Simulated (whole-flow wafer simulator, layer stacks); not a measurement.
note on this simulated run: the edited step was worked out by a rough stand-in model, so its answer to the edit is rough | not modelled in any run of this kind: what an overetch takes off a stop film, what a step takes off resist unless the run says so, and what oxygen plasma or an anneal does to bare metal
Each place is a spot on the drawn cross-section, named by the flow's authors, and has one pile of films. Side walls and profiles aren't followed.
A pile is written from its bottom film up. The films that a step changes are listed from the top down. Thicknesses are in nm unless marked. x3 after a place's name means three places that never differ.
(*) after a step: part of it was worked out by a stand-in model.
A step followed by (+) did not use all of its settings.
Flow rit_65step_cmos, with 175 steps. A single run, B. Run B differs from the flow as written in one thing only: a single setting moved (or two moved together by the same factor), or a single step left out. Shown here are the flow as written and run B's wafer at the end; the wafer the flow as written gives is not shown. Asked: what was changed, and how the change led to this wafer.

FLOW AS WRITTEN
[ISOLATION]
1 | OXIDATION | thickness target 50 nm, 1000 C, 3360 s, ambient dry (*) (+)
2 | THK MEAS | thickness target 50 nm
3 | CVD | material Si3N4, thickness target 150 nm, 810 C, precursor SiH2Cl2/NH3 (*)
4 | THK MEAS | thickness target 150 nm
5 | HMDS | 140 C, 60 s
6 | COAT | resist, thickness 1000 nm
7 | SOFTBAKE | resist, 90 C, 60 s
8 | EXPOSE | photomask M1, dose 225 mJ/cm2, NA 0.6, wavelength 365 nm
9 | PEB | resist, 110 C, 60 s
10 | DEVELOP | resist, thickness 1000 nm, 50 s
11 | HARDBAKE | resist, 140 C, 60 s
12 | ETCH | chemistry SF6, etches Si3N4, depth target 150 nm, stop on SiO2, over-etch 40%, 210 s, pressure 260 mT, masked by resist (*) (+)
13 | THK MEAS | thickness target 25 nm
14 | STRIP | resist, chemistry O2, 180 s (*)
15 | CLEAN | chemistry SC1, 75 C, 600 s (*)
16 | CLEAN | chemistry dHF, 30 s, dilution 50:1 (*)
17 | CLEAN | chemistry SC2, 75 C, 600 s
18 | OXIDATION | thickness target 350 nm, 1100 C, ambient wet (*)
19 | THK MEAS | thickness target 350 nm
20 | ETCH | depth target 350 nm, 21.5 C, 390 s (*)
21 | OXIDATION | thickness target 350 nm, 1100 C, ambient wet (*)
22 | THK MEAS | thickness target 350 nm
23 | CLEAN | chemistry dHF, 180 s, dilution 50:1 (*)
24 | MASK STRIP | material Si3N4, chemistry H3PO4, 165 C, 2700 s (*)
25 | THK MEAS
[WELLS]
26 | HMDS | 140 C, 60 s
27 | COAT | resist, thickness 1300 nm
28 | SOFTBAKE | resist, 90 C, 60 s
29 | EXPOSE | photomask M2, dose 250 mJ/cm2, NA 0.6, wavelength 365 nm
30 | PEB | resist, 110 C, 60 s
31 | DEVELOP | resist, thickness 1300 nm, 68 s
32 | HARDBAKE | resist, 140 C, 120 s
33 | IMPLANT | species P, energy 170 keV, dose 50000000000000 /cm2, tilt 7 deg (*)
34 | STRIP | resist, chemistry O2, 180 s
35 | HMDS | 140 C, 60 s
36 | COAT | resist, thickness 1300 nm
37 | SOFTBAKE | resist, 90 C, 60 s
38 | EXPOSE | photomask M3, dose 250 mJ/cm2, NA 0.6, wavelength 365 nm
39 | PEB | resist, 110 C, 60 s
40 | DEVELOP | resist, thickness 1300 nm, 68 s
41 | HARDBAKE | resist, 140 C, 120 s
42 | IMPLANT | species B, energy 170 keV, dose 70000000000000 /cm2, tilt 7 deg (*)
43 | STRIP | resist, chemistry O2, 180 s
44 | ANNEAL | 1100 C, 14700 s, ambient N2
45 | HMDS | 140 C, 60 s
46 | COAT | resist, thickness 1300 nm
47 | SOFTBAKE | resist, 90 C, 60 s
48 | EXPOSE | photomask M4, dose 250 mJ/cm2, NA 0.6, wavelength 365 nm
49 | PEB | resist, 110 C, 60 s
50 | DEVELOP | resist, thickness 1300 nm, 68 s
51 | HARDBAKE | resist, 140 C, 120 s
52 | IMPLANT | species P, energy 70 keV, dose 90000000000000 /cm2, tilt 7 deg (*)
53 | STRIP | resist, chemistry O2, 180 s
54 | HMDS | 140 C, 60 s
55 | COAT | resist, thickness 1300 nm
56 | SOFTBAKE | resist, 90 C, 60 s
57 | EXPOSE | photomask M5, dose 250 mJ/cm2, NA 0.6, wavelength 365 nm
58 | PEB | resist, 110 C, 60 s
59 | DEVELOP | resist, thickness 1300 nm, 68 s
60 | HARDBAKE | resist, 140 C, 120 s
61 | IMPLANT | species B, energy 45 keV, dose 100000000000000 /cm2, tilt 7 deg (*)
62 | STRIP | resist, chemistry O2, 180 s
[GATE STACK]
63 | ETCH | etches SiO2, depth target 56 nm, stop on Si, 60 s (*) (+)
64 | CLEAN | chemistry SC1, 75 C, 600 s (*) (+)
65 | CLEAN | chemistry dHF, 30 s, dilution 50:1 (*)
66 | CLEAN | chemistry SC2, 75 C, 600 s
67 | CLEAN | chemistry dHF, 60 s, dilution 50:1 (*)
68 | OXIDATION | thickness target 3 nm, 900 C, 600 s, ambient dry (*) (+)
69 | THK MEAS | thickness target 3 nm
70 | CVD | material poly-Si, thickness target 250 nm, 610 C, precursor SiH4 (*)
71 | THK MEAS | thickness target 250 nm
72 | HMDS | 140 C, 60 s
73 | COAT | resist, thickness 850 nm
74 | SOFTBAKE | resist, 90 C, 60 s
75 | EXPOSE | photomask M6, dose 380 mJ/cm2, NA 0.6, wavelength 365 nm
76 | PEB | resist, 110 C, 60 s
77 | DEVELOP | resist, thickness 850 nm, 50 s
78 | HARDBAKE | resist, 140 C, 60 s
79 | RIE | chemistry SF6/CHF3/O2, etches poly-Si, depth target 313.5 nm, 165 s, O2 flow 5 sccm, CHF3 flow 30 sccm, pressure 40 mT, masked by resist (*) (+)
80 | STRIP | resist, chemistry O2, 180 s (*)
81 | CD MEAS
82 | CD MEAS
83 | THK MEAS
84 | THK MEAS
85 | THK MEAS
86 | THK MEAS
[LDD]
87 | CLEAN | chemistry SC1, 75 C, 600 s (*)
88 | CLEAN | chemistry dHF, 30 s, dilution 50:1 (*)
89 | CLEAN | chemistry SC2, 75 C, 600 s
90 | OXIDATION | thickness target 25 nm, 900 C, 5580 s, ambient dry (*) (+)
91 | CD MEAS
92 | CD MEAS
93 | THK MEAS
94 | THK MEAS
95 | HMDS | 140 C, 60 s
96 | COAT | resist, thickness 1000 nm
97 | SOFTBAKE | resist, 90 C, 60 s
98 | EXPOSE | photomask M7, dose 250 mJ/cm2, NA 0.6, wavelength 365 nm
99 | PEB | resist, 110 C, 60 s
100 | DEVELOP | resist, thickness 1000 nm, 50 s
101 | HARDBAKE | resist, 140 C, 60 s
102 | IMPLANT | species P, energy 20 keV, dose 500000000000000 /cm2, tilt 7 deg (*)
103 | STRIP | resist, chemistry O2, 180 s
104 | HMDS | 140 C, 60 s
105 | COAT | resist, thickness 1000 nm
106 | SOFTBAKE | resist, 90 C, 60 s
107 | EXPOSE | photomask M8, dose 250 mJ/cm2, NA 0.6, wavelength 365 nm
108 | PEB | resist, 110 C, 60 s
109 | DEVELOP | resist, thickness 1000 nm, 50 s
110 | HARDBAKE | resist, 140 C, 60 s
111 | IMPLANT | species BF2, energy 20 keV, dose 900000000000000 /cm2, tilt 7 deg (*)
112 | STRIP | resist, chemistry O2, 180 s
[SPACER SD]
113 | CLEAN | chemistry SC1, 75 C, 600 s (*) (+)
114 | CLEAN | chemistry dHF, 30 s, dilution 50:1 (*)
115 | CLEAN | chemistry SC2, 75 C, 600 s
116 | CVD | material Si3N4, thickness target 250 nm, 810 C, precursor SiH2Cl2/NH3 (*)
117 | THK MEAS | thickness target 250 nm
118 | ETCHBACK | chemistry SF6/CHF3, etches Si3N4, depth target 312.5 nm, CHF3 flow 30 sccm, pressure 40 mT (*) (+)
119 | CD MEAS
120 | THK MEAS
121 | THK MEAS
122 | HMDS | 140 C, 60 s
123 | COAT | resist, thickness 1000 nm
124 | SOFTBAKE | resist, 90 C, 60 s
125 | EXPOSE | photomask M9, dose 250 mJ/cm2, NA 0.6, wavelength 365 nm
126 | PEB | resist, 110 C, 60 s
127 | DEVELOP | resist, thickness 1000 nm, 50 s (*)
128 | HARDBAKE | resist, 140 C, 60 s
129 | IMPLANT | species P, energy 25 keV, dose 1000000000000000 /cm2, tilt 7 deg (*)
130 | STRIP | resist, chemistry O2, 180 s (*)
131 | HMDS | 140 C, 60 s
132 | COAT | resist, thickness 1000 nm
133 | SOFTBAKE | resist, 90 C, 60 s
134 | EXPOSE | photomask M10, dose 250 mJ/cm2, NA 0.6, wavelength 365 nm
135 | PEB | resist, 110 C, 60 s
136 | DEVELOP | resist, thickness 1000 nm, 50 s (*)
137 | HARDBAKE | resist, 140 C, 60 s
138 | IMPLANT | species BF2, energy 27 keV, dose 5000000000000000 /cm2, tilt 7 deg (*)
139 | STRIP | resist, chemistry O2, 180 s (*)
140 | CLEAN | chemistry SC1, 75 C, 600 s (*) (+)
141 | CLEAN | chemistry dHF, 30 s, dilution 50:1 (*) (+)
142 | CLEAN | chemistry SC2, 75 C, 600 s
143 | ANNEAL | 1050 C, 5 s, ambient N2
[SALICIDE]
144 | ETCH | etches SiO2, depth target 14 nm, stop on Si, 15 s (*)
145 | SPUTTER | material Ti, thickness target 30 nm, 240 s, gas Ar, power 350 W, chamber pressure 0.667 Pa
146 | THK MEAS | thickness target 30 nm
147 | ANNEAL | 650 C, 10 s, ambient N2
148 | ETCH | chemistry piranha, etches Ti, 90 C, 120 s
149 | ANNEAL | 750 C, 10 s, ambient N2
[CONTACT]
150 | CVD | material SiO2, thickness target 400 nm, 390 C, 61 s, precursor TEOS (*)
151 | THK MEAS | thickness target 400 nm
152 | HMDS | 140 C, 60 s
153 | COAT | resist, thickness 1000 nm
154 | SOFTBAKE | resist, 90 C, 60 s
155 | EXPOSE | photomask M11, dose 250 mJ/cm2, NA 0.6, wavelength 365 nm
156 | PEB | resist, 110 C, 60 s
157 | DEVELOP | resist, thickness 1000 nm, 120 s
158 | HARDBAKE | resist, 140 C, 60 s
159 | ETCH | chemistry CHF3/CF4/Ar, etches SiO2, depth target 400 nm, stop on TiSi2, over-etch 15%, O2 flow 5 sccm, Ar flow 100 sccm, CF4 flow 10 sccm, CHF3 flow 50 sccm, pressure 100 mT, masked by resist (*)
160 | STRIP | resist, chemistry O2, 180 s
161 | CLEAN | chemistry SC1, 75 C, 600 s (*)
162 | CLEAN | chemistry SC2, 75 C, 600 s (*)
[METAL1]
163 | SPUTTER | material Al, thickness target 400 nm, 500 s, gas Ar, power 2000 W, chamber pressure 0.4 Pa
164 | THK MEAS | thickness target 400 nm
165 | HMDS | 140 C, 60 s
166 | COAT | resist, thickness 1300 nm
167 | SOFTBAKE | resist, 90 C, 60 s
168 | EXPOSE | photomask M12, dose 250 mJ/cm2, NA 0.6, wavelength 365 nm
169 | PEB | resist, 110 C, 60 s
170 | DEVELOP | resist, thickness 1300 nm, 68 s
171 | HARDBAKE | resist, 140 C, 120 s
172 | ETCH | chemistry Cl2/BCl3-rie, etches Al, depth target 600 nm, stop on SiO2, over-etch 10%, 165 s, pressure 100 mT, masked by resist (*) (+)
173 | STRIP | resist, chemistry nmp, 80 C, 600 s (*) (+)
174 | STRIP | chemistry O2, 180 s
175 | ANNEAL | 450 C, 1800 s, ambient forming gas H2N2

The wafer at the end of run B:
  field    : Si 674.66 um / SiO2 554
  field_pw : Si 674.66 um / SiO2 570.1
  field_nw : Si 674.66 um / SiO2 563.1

The reason: step 21, OXIDATION: thickness target 385 nm was run, while the flow as written has thickness target 350 nm.

Step by step, how the change led to this:
  21 | OXIDATION | thickness target 350 nm, 1100 C, ambient wet (*)
      active_n, active_p, gate_n and 7 more: SiO2 gains 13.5 (new film), Si3N4 loses 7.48 (it would be, as written: SiO2 gains 12 (new film), Si3N4 loses 6.61)
      field, field_pw, field_nw, field_p: SiO2 gains 385 (new film), Si loses 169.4 (it would be, as written: SiO2 gains 350 (new film), Si loses 154)
  23 | CLEAN | chemistry dHF, 180 s, dilution 50:1 (*)
      active_n, active_p, gate_n and 7 more: SiO2 loses 13.5 (all of it), Si3N4 loses 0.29 (it would be, as written: SiO2 loses 12 (all of it), Si3N4 loses 0.44)
  90 | OXIDATION | thickness target 25 nm, 900 C, 5580 s, ambient dry (*) (+)
      field, field_pw: SiO2 gains 6, Si loses 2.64 (it would be, as written: SiO2 gains 6.57, Si loses 2.89)
      field_nw, field_p: SiO2 gains 6.11, Si loses 2.69 (it would be, as written: SiO2 gains 6.7, Si loses 2.95)
